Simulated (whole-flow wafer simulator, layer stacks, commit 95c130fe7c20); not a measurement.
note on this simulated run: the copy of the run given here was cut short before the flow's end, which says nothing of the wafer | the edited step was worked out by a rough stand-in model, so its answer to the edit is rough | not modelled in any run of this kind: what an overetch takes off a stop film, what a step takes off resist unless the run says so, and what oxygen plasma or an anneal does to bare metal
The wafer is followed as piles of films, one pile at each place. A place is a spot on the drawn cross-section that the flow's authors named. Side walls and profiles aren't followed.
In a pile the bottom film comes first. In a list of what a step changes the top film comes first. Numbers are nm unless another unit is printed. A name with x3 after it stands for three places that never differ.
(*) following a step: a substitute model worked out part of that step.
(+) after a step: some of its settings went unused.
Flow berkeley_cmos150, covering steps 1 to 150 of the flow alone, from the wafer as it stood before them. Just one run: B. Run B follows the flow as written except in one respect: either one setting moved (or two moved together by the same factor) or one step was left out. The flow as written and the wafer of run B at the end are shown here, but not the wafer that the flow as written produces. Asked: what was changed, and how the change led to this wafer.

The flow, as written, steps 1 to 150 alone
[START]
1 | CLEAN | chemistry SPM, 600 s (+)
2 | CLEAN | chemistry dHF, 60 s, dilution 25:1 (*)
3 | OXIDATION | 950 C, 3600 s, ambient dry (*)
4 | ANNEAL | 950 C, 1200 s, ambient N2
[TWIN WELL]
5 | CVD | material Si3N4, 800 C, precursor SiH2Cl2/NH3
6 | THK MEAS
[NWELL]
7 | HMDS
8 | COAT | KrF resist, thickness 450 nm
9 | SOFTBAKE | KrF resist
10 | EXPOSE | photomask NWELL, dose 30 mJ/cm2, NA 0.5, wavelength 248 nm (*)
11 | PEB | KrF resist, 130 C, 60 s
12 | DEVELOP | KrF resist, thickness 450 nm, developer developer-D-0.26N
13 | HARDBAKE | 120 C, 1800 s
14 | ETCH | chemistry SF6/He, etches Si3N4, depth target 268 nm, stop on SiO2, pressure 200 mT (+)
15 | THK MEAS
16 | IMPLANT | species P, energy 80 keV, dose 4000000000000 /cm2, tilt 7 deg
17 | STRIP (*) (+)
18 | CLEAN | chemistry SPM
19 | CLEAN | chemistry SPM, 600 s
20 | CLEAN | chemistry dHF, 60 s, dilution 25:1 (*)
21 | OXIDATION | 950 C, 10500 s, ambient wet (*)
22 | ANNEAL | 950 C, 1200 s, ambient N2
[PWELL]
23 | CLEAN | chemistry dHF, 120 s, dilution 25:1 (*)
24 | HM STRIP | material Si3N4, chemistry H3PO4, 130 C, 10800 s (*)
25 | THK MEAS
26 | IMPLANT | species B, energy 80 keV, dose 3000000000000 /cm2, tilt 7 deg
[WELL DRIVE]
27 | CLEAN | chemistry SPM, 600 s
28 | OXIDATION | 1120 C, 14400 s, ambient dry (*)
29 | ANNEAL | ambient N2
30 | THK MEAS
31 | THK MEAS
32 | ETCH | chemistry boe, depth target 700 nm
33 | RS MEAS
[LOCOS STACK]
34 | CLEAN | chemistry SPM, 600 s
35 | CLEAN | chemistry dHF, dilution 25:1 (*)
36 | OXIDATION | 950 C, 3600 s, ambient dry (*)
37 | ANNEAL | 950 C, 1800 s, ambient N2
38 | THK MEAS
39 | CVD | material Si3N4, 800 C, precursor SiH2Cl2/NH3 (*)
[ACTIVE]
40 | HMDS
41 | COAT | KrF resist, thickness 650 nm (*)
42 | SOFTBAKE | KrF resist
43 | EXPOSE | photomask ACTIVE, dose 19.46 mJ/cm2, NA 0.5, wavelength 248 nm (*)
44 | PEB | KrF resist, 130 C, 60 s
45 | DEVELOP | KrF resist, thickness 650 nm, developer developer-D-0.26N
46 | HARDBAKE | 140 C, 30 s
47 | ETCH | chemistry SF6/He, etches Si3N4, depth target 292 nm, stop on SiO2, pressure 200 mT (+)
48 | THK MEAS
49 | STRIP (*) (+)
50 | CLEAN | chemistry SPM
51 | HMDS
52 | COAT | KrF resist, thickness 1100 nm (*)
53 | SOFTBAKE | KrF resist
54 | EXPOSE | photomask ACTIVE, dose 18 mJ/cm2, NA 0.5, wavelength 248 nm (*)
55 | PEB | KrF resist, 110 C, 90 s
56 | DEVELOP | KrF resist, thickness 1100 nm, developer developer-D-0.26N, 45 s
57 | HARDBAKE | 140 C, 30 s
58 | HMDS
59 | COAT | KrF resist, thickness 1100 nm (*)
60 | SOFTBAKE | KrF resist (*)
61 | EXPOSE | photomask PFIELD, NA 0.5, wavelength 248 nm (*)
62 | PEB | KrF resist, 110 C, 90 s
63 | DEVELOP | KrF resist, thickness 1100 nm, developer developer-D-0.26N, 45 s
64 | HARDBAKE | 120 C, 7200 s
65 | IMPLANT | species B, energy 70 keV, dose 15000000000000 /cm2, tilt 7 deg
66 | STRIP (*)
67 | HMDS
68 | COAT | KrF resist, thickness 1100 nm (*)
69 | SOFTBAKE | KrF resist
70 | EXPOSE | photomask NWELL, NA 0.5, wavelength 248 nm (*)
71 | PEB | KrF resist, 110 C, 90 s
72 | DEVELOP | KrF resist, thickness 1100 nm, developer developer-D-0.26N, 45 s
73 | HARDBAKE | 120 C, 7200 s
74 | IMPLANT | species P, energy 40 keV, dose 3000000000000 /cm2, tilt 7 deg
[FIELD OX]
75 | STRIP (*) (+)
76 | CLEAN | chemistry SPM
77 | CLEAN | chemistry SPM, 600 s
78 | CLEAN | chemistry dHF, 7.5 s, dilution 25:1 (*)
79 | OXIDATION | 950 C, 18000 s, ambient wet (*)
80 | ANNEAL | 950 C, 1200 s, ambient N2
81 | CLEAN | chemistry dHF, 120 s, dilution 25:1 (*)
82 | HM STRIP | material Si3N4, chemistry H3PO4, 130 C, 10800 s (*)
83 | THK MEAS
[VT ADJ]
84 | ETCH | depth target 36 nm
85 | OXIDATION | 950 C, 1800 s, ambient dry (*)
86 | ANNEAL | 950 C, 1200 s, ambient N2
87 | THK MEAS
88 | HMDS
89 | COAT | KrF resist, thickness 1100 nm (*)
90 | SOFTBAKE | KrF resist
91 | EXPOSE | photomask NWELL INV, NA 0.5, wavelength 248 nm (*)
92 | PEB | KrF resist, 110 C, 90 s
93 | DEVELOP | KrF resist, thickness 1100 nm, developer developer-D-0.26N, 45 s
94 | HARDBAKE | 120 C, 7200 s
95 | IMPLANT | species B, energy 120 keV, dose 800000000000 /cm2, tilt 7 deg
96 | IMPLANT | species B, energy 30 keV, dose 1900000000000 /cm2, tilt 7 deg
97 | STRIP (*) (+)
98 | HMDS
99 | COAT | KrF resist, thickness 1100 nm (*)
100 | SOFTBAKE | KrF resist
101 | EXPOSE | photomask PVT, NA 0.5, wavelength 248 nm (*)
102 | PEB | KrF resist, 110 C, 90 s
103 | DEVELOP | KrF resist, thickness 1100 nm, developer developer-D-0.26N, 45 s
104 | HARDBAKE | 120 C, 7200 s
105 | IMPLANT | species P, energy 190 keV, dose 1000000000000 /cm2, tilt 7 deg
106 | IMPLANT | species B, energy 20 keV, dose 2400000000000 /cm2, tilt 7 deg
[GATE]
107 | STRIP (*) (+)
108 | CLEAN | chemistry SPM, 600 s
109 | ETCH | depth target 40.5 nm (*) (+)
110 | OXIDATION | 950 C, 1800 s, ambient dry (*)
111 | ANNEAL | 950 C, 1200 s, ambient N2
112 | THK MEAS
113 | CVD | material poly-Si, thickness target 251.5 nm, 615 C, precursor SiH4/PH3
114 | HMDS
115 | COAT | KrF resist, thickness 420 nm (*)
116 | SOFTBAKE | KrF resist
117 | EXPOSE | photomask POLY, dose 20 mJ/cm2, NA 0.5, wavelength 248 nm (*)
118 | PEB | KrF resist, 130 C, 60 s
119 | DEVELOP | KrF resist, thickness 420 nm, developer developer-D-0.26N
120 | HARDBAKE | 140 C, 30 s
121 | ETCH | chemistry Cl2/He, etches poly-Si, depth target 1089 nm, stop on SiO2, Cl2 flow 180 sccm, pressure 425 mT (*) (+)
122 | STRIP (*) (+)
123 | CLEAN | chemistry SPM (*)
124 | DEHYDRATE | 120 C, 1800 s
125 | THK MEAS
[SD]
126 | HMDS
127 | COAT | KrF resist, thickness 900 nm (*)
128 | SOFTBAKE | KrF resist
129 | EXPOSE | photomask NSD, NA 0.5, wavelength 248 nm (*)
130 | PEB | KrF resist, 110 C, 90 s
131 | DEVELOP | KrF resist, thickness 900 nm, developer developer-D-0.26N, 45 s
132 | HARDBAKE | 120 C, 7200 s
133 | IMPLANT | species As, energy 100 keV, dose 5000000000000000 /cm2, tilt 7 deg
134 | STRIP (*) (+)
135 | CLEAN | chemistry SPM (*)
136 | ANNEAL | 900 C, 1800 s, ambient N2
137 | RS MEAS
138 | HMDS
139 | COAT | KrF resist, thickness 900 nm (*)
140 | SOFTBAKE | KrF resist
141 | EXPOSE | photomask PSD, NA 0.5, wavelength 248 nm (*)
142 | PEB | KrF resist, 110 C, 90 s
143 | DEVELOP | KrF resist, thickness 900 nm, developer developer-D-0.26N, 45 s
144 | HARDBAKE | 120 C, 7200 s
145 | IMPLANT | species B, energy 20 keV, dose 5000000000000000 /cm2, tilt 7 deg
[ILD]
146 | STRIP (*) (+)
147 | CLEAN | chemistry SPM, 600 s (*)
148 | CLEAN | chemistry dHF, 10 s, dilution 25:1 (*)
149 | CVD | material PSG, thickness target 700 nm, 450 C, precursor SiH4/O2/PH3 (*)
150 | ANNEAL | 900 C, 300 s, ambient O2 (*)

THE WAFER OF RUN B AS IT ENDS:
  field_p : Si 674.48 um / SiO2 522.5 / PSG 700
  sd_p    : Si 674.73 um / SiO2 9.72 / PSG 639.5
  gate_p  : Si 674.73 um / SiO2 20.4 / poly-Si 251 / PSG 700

What caused this: step 21, OXIDATION: 8400 s was run, while the flow as written has 10500 s.

Step by step, how the change led to this:
  21 | OXIDATION | 950 C, 10500 s, ambient wet (*)
      field, sd_n, gate_n, contact, m1: SiO2 gains 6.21 (new film), Si3N4 loses 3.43 (as written it would have been: SiO2 gains 7.45 (new film), Si3N4 loses 4.11)
      field_p, sd_p, gate_p: SiO2 gains 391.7, Si loses 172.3 (as written it would have been: SiO2 gains 461.2, Si loses 202.9)
  23 | CLEAN | chemistry dHF, 120 s, dilution 25:1 (*)
      field, sd_n, gate_n, contact, m1: SiO2 loses 6.21 (all of it), Si3N4 loses 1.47 (as written it would have been: SiO2 loses 7.45 (all of it), Si3N4 loses 1.36)
  28 | OXIDATION | 1120 C, 14400 s, ambient dry (*)
      field_p, sd_p, gate_p: SiO2 gains 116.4, Si loses 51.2 (as written it would have been: SiO2 gains 103.6, Si loses 45.6)
  32 | ETCH | chemistry boe, depth target 700 nm
      field_p, sd_p, gate_p: SiO2 loses 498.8 (all of it) (as written it would have been: SiO2 loses 555.5 (all of it))
  41 | COAT | KrF resist, thickness 650 nm (*)
      field: KrF resist gains 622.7 (new film) (as written it would have been: KrF resist gains 646.4 (new film))
  45 | DEVELOP | KrF resist, thickness 650 nm, developer developer-D-0.26N
      field: KrF resist loses 621.7 (all of it) (as written it would have been: KrF resist loses 645.4 (all of it))
  115 | COAT | KrF resist, thickness 420 nm (*)
      field_p: KrF resist gains 403.6 (new film) (as written it would have been: KrF resist gains 413.4 (new film))
  119 | DEVELOP | KrF resist, thickness 420 nm, developer developer-D-0.26N
      field_p: KrF resist loses 403 (all of it) (as written it would have been: KrF resist loses 412.9 (all of it))
  122 | STRIP (*) (+)
      gate_p: chemical SiO2 gains 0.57 (new film), KrF resist loses 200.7 (all of it), poly-Si loses 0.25 (as written it would have been: chemical SiO2 gains 0.57 (new film), KrF resist loses 206.4 (all of it), poly-Si loses 0.25)
